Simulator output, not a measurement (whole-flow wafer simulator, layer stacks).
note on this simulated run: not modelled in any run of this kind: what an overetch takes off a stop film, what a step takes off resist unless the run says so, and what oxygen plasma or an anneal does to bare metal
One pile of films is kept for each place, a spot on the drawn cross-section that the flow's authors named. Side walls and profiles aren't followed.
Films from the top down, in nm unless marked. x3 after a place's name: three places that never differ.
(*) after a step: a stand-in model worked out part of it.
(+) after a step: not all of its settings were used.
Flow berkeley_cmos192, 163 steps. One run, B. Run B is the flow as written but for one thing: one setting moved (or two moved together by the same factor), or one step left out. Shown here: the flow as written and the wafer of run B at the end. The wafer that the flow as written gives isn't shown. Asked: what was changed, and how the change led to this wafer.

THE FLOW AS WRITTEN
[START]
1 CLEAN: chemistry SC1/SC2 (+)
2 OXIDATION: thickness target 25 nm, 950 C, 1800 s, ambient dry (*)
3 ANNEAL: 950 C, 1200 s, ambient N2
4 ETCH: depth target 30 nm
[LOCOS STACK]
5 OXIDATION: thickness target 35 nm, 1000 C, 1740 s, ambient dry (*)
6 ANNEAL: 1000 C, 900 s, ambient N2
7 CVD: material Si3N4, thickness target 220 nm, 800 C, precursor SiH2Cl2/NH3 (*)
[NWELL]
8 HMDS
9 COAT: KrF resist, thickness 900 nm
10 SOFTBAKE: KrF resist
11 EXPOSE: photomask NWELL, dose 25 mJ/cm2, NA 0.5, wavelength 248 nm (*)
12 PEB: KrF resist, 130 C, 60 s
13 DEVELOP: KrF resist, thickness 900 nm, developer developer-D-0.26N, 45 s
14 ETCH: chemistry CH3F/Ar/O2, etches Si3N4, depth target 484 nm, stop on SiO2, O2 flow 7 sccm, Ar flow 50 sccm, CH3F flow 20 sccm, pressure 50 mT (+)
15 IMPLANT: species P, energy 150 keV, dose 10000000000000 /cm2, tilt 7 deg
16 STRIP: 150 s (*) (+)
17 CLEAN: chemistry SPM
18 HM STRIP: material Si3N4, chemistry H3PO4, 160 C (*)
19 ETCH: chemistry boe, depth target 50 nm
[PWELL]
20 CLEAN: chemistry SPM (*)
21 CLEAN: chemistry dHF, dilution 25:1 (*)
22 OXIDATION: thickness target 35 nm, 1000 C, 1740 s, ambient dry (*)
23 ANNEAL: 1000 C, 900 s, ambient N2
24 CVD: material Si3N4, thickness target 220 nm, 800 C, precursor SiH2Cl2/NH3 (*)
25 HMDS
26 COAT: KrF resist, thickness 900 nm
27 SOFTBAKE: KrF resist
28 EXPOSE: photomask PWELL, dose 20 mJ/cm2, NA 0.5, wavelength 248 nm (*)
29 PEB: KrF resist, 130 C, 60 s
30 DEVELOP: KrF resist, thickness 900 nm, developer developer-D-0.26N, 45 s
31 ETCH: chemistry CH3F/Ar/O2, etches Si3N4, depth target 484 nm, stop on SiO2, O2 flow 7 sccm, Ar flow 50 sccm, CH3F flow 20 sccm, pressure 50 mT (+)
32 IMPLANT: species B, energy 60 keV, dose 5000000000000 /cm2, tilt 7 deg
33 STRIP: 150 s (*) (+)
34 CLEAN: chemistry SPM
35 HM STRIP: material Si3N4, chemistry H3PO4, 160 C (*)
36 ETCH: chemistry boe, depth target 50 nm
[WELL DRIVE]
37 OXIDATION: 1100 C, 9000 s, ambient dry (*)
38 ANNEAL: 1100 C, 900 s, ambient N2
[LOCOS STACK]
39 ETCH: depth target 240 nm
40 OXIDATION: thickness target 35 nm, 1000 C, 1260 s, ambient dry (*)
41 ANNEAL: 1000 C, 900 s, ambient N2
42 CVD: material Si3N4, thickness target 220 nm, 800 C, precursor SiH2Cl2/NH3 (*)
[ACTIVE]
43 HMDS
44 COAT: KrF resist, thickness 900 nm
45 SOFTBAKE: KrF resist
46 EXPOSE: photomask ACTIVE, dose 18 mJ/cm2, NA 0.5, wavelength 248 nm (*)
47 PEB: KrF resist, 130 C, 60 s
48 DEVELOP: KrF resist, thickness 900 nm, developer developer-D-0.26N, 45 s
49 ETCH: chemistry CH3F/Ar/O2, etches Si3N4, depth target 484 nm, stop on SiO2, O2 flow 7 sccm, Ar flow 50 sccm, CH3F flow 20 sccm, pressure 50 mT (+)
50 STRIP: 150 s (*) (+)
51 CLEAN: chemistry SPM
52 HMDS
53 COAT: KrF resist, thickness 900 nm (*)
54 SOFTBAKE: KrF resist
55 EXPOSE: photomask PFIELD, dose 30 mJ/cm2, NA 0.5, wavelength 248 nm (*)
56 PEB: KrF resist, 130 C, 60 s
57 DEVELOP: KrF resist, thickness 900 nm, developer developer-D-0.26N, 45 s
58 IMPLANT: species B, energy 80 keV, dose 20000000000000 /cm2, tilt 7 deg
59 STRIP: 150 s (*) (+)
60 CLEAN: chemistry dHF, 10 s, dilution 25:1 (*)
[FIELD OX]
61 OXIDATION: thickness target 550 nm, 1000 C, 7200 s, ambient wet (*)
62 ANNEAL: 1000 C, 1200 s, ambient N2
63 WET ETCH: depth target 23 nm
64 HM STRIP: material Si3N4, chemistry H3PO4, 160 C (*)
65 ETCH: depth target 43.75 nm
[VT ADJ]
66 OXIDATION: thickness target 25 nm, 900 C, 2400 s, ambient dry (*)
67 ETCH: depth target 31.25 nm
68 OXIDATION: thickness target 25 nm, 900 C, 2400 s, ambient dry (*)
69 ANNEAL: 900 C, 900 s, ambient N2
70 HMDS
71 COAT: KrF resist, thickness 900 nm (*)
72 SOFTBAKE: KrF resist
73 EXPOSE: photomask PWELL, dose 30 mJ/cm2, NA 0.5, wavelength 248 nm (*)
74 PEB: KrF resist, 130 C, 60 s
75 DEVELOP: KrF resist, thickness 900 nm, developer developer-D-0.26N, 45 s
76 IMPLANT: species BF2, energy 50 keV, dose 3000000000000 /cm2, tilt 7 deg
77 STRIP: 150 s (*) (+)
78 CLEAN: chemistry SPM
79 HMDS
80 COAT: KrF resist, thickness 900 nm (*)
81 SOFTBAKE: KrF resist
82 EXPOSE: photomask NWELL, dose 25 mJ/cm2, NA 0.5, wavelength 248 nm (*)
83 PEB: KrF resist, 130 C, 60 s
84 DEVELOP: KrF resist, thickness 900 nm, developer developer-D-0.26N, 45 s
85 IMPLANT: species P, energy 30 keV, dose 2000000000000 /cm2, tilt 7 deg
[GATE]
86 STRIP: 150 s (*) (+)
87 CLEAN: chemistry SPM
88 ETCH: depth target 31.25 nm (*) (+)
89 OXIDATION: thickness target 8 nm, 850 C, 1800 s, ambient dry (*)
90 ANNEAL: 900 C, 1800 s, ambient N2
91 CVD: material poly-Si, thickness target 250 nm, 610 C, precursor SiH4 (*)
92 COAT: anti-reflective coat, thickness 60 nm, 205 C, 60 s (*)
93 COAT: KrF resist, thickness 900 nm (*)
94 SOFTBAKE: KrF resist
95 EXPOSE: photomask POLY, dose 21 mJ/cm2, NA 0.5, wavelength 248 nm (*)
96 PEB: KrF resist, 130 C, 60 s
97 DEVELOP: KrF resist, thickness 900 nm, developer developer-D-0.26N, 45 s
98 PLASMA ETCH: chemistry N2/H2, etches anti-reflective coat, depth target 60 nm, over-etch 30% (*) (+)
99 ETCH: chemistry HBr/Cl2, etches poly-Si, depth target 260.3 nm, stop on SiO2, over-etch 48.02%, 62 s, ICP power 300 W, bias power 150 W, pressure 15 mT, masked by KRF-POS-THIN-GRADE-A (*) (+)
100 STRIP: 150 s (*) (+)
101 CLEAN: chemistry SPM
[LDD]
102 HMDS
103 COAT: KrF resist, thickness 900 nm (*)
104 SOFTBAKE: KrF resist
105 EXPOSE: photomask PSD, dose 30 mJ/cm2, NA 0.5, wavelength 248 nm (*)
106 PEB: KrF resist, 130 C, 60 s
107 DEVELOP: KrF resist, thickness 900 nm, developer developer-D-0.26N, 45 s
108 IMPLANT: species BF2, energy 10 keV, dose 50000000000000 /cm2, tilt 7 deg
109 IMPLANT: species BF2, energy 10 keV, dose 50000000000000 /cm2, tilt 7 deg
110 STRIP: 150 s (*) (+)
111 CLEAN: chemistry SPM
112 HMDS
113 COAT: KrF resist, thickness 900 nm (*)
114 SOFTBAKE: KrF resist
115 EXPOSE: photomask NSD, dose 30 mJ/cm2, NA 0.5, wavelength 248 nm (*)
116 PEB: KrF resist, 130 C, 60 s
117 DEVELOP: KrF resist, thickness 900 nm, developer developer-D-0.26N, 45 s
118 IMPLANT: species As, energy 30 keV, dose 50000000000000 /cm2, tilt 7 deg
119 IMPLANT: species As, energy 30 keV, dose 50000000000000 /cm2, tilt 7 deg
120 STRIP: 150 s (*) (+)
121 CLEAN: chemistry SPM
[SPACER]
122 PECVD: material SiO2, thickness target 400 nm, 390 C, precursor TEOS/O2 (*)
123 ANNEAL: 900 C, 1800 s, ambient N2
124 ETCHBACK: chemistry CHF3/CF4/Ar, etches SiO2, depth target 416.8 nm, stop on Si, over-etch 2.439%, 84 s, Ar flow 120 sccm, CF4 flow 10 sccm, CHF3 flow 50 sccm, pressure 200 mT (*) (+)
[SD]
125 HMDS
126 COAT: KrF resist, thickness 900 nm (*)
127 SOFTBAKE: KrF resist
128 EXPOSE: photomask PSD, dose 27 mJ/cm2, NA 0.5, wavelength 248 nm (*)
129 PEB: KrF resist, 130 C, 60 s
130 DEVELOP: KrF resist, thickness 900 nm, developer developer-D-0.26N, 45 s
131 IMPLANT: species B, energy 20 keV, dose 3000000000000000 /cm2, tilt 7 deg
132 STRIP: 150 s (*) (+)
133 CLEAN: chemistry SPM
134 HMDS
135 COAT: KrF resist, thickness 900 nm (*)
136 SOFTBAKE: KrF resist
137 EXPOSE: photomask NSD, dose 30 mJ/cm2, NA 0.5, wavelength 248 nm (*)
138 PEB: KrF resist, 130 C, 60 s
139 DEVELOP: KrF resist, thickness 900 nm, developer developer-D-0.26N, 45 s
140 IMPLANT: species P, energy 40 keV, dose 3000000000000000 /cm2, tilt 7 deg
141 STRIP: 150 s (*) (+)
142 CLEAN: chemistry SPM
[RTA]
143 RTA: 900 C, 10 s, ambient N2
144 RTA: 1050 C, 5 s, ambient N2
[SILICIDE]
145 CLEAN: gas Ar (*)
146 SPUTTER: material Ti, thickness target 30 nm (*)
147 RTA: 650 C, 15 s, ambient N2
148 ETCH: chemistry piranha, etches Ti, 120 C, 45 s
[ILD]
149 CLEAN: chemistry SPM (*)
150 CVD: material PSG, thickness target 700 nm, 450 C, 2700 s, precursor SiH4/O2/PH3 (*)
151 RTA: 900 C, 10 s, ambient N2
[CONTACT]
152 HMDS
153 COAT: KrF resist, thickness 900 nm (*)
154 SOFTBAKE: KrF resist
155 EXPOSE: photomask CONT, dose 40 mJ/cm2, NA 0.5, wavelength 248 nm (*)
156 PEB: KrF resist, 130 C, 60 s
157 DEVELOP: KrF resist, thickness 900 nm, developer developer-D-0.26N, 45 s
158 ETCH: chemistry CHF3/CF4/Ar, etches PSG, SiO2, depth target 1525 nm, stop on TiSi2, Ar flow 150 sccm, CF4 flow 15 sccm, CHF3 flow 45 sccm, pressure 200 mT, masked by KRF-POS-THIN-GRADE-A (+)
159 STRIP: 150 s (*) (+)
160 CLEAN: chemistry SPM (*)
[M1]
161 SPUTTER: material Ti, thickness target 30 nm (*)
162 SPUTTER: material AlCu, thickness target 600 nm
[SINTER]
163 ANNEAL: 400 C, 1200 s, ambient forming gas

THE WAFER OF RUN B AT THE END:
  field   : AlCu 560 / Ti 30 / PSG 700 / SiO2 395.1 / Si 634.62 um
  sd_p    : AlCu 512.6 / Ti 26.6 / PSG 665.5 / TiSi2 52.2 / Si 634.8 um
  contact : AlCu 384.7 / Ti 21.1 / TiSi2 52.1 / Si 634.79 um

The cause: step 162, SPUTTER: thickness target 560 nm was run, where the flow has thickness target 600 nm.
It can be read off the wafer: field has AlCu 560, and step 162 as written asks for 600 nm.

How the change led to this, step by step:
  162 SPUTTER: material AlCu, thickness target 600 nm
      field, sd_n, spacer_n, gate, spacer_p, gate_p, m1: AlCu +560 (new film) (as written it would be: AlCu +600 (new film))
      sd_p: AlCu +512.6 (new film) (as written it would be: AlCu +551.2 (new film))
      (and at 1 more place)
